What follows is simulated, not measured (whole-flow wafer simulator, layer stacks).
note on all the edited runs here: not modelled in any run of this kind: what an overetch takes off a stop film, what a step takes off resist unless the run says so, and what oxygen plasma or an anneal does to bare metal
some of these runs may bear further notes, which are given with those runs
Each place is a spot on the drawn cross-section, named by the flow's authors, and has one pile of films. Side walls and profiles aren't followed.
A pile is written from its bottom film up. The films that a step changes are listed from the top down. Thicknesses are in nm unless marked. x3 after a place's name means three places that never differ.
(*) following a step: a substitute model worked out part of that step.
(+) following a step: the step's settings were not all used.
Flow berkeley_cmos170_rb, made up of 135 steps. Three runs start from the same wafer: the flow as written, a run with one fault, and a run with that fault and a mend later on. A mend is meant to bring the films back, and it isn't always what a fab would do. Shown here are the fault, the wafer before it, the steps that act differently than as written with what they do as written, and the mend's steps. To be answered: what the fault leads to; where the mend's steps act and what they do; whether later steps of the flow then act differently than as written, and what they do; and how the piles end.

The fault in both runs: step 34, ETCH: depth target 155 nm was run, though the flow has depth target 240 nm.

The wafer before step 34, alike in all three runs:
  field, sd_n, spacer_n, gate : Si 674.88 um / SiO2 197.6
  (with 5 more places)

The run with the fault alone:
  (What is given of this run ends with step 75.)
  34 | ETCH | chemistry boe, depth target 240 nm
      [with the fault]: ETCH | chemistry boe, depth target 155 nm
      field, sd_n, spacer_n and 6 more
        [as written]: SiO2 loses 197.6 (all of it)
        [with the fault]: SiO2 loses 155
  Steps later in the flow that act otherwise than as written (not shown: 6 more steps that differ only slightly, by at most 2% or 0.5 nm, whichever is larger):
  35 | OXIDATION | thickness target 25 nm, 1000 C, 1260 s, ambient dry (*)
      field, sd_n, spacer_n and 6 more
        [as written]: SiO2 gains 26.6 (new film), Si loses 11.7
        [with the fault]: SiO2 gains 16.6, Si loses 7.29
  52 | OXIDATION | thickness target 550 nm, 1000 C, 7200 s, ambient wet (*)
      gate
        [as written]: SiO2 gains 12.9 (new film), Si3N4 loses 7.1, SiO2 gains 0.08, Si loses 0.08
        [with the fault]: SiO2 gains 12.9 (new film), Si3N4 loses 7.1
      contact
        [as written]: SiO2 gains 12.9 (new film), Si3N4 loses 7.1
        [with the fault]: SiO2 gains 12.9 (new film), Si3N4 loses 7.1, SiO2 gains 0.07, Si loses 0.07
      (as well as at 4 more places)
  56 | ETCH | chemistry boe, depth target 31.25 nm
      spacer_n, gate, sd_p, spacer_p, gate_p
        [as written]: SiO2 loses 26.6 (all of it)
        [with the fault]: SiO2 loses 31.2
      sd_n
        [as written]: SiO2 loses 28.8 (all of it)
        [with the fault]: SiO2 loses 31.2
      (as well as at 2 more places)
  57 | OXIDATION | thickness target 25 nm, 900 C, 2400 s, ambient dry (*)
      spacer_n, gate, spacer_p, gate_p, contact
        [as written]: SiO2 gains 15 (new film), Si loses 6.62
        [with the fault]: SiO2 gains 9.66, Si loses 4.25
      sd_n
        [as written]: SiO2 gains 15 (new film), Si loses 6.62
        [with the fault]: SiO2 gains 8.22, Si loses 3.62
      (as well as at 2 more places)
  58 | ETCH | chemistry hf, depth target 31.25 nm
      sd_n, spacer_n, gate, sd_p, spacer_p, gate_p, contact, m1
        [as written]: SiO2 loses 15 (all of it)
        [with the fault]: SiO2 loses 31.2
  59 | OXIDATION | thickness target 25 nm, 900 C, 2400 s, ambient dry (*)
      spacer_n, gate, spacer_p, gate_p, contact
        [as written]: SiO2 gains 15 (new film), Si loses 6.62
        [with the fault]: SiO2 gains 10.9, Si loses 4.79
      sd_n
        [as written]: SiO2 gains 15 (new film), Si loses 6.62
        [with the fault]: SiO2 gains 8.19, Si loses 3.6
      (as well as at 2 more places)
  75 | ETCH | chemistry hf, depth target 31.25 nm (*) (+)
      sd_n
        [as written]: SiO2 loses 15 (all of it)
        [with the fault]: SiO2 loses 31.3
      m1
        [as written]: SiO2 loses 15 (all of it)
        [with the fault]: SiO2 loses 31.2
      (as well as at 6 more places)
  Once step 75 is done, the piles at field, sd_n, m1 depart from the flow's by more than 2% or 0.5 nm, whichever is larger.
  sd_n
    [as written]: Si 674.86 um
    [with the fault]: Si 674.86 um / SiO2 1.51
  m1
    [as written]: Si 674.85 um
    [with the fault]: Si 674.85 um / SiO2 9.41
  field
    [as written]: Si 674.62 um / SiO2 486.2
    [with the fault]: Si 674.63 um / SiO2 497

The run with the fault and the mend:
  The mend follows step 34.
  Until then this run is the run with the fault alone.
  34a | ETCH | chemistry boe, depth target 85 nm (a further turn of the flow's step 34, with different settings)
      field, sd_n, spacer_n and 6 more
        SiO2 loses 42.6 (all of it)
  None of the later steps of the flow acts differently than as written at any place that is followed.
  At every place that both follow, the piles at the end match the flow's.
